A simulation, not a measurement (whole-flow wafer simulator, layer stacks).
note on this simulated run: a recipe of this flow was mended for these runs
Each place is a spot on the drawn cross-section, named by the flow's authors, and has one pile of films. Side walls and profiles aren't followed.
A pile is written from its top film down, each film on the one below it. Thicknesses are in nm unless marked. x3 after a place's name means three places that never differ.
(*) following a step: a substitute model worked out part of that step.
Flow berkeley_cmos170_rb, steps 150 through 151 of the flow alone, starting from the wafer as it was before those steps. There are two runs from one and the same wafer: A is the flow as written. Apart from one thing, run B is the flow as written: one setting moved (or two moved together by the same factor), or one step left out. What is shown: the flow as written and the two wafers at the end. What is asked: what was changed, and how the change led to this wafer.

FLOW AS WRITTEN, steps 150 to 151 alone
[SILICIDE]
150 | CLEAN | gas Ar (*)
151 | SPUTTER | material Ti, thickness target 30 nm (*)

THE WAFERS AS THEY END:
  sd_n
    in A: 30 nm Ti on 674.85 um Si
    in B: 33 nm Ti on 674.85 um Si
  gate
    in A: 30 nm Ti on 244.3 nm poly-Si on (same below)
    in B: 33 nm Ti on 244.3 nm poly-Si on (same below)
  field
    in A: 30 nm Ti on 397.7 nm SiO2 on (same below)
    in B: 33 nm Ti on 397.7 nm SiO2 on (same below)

Cause: step 151, SPUTTER: thickness target 33 nm was run, though the flow has thickness target 30 nm.
One can read it off the wafer: sd_n has Ti 33, and step 151 as written asks for 30 nm.

How this came from the change, step by step:
  151 | SPUTTER | material Ti, thickness target 30 nm (*)
      field, sd_n, spacer_n, gate, spacer_p, gate_p, contact, m1: A Ti gains 30 (new film) | B Ti gains 33 (new film)
      sd_p: A Ti gains 27.9 (new film) | B Ti gains 30.7 (new film)
